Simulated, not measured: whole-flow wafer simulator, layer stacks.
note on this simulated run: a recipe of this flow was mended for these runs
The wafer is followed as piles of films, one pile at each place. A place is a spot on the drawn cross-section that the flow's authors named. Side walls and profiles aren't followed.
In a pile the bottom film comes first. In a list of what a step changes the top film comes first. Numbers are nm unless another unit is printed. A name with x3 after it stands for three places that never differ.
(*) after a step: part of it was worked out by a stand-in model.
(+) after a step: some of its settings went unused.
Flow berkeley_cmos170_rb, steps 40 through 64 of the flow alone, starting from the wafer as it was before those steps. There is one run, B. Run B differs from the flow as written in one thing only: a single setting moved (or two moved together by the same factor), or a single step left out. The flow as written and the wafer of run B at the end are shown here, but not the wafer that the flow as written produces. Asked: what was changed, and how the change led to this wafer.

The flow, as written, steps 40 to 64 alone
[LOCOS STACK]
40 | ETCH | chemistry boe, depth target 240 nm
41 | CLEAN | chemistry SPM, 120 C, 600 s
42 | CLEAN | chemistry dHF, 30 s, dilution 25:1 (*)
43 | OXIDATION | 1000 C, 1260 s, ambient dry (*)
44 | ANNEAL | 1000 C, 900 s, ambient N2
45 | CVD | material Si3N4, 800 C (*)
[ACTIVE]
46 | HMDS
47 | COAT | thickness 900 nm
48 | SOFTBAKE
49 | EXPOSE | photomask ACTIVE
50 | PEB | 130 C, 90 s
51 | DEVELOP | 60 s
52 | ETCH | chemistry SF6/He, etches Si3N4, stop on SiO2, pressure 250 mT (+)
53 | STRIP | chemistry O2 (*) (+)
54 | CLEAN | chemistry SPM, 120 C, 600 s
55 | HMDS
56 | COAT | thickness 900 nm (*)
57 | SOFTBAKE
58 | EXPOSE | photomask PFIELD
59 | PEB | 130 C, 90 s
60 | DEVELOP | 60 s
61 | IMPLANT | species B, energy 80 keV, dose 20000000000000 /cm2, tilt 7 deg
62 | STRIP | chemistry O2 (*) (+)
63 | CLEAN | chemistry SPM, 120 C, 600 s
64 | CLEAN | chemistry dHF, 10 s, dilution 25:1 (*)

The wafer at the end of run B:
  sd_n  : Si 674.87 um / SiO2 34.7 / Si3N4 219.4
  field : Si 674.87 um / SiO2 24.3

What caused this: step 40, ETCH: depth target 180 nm was run, though the flow has depth target 240 nm.

The path from the change to this, step by step:
  40 | ETCH | chemistry boe, depth target 240 nm
      field, sd_n, spacer_n and 6 more: SiO2 loses 180 (it would be, as written: SiO2 loses 197.6 (all of it))
  41 | CLEAN | chemistry SPM, 120 C, 600 s
      field, sd_n, spacer_n and 6 more: nothing (it would be, as written: chemical SiO2 gains 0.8 (new film), Si loses 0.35)
  42 | CLEAN | chemistry dHF, 30 s, dilution 25:1 (*)
      field, sd_n, spacer_n and 6 more: SiO2 loses 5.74 (it would be, as written: chemical SiO2 loses 0.8 (all of it))
  43 | OXIDATION | 1000 C, 1260 s, ambient dry (*)
      field, sd_n, spacer_n and 6 more: SiO2 gains 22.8, Si loses 10 (it would be, as written: SiO2 gains 26.6 (new film), Si loses 11.7)
